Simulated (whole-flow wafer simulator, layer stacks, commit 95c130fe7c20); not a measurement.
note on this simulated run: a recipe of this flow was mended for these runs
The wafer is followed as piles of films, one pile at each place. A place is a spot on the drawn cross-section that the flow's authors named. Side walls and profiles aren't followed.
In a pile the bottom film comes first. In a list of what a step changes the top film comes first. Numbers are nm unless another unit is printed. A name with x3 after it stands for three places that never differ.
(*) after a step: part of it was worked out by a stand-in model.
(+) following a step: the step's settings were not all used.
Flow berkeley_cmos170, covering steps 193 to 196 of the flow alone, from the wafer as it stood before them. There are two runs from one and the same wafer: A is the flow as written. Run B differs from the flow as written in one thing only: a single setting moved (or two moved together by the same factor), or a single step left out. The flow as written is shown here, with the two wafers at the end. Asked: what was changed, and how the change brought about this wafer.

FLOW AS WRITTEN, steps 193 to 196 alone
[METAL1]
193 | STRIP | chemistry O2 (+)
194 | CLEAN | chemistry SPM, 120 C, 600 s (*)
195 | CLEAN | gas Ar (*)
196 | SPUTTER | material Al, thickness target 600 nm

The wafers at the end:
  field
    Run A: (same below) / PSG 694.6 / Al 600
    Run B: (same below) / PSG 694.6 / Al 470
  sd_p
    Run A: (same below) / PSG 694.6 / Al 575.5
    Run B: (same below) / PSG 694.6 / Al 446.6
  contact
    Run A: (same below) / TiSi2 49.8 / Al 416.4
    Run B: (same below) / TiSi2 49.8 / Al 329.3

The reason: step 196, SPUTTER: thickness target 470 nm was run, while the flow as written has thickness target 600 nm.
The wafer itself shows it: field has Al 470, and step 196 as written asks for 600 nm.

Step by step, how the change led to this:
  196 | SPUTTER | material Al, thickness target 600 nm
      field, mark, sd_n and 8 more: A +600 Al (new film) | B +470 Al (new film)
      sd_p: A +575.5 Al (new film) | B +446.6 Al (new film)
      (also at 1 further place)
